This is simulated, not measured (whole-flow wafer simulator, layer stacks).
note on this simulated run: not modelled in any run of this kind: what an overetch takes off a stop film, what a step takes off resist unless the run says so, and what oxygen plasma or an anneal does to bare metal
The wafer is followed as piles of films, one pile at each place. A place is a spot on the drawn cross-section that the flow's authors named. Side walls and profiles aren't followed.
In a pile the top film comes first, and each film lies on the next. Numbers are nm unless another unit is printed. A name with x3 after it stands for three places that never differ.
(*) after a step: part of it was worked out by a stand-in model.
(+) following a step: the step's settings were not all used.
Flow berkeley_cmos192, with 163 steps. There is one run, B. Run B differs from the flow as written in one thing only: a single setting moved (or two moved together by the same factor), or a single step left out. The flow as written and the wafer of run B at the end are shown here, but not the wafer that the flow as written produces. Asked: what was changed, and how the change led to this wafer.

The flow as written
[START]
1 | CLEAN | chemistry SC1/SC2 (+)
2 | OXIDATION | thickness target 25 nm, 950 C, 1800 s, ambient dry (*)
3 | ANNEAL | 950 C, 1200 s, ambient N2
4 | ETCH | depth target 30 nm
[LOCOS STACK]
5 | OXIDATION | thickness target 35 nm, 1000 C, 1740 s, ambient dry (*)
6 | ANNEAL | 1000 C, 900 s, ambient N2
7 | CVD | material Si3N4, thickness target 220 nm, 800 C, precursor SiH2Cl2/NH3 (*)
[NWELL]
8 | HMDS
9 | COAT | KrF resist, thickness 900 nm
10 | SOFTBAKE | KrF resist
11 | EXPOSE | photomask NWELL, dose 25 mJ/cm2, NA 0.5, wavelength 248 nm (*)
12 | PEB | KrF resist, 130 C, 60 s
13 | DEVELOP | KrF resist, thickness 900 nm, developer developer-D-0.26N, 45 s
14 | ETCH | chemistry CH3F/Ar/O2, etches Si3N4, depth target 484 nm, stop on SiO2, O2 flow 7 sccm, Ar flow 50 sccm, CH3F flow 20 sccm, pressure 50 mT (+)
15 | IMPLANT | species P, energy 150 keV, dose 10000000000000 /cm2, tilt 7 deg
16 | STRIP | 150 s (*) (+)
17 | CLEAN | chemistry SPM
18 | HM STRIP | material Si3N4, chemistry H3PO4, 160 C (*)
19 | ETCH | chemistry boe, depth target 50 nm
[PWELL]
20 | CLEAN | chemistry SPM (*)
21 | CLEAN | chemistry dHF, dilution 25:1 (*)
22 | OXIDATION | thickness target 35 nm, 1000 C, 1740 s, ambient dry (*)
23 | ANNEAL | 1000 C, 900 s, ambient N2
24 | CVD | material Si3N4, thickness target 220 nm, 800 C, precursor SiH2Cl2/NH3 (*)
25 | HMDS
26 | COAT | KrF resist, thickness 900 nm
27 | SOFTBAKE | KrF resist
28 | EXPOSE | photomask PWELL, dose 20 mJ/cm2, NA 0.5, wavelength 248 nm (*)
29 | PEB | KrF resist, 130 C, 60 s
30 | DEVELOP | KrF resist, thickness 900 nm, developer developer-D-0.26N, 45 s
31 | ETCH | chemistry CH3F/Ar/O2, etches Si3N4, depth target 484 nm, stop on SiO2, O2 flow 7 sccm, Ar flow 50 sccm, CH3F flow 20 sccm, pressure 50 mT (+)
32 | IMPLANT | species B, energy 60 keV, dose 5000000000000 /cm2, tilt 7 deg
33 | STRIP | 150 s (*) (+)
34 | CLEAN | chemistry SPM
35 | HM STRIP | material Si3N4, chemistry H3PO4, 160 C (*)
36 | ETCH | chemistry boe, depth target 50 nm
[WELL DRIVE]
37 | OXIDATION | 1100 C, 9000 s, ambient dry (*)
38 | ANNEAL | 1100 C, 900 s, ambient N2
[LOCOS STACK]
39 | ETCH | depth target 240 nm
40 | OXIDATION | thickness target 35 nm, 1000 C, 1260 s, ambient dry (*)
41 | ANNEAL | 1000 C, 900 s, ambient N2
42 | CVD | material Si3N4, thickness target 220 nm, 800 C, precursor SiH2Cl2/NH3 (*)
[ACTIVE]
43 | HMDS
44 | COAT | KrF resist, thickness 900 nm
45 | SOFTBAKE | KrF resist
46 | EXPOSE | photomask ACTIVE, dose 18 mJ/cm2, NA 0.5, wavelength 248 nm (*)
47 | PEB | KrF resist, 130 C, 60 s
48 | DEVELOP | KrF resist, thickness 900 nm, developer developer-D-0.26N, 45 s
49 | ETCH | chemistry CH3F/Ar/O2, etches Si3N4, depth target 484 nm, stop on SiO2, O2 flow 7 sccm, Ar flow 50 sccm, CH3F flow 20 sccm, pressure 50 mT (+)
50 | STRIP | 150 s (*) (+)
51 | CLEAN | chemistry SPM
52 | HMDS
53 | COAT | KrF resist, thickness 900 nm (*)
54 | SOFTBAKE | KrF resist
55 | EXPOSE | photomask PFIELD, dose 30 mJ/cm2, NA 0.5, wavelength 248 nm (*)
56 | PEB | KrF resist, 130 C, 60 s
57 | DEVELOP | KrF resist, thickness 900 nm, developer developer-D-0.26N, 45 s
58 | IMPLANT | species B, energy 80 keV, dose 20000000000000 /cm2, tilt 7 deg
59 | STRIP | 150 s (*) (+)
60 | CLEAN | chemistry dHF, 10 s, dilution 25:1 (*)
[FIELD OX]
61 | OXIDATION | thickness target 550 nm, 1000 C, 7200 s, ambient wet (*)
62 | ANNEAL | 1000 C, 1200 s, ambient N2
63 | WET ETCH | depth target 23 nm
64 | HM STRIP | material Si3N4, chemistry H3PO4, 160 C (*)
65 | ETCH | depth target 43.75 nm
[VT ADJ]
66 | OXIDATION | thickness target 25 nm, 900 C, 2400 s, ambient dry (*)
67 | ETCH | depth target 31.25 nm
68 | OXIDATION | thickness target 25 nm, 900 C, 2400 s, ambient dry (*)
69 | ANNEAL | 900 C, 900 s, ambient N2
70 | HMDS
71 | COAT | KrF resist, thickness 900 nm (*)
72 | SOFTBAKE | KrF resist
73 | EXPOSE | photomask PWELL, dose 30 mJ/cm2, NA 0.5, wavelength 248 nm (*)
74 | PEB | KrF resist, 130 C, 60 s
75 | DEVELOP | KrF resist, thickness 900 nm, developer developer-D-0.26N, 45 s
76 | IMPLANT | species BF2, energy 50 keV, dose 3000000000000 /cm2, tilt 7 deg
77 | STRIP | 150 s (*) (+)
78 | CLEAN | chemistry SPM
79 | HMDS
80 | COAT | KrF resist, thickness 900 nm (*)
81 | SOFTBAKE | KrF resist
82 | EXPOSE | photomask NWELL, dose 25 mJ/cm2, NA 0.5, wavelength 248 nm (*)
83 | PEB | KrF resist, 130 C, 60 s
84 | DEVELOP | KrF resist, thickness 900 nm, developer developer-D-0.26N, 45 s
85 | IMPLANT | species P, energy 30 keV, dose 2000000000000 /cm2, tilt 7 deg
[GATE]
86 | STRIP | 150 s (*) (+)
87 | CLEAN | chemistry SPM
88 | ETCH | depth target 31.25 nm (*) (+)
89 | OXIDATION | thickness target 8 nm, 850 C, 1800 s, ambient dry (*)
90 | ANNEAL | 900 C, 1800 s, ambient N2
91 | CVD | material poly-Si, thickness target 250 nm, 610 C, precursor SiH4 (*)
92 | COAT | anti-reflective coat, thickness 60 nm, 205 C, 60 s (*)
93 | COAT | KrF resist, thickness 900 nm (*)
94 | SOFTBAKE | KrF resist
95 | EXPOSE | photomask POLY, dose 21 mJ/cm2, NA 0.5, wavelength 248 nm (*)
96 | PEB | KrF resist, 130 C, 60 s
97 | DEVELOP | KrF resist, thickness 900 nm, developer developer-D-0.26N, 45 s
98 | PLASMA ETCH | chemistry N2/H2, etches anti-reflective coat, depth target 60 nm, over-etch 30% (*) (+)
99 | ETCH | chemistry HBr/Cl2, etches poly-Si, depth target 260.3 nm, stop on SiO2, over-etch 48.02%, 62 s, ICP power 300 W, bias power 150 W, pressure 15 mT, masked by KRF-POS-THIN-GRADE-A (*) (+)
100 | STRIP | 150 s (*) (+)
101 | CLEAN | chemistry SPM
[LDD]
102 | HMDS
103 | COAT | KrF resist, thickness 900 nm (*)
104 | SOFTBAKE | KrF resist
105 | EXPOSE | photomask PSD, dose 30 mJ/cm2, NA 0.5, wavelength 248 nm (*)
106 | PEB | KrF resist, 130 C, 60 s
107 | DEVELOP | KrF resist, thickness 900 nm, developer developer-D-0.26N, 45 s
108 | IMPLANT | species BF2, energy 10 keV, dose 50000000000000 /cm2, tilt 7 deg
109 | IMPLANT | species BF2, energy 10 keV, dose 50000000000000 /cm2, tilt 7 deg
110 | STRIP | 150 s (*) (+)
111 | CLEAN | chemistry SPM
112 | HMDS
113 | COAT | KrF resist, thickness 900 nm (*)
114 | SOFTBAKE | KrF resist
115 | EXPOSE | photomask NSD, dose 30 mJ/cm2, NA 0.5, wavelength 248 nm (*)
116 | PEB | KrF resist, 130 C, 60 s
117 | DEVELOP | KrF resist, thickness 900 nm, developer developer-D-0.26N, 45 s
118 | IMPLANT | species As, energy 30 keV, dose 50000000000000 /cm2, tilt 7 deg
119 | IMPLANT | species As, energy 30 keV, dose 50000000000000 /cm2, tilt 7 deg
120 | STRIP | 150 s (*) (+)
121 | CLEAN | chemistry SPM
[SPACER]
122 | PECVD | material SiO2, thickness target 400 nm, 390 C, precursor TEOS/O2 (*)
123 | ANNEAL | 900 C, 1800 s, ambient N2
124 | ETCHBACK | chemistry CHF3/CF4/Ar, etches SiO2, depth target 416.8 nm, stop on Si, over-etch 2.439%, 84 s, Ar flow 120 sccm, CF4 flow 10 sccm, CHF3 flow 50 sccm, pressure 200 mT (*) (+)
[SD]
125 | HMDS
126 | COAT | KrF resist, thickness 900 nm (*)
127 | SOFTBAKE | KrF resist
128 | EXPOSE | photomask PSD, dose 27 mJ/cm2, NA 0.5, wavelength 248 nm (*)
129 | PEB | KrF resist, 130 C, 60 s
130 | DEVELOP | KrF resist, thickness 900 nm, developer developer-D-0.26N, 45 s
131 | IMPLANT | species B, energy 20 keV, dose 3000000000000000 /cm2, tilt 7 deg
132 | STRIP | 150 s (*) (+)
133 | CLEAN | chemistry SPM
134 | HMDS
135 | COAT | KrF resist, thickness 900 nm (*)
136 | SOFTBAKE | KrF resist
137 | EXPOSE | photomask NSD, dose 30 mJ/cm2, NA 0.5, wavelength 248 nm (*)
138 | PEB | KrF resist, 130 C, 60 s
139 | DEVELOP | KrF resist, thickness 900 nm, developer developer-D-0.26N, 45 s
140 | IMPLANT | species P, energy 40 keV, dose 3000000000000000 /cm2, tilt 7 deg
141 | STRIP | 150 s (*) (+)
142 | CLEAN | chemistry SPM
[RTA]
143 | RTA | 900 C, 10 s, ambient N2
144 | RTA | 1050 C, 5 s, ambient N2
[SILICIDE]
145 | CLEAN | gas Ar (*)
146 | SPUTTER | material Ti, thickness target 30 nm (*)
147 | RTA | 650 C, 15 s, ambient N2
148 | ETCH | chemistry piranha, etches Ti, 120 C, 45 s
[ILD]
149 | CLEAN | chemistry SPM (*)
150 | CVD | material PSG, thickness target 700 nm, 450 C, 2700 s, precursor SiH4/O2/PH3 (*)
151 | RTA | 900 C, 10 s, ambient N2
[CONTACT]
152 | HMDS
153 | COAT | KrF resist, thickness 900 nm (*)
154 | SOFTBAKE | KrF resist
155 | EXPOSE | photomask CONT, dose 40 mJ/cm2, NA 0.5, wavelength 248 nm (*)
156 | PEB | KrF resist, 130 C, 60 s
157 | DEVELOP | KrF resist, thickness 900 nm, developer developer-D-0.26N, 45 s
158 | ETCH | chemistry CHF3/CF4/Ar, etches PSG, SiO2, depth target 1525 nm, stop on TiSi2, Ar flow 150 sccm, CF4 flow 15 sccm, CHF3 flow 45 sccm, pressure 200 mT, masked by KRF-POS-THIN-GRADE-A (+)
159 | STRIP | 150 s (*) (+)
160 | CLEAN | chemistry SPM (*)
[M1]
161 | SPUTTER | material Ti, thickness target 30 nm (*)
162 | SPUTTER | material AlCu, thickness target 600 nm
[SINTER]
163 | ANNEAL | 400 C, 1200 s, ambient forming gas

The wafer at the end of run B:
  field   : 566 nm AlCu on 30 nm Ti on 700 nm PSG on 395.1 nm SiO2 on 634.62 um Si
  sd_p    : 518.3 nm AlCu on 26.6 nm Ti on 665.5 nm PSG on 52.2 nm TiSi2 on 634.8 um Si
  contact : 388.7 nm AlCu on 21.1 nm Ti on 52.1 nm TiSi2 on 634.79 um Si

Cause: step 162, SPUTTER: thickness target 566 nm was run, though the flow has thickness target 600 nm.
The wafer lets one read it off: field has AlCu 566, and step 162 as written asks for 600 nm.

Step by step, how the change led to this:
  162 | SPUTTER | material AlCu, thickness target 600 nm
      field, sd_n, spacer_n, gate, spacer_p, gate_p, m1: AlCu gains 566 (new film) (as written it would have been: AlCu gains 600 (new film))
      sd_p: AlCu gains 518.3 (new film) (as written it would have been: AlCu gains 551.2 (new film))
      (as well as at 1 more place)
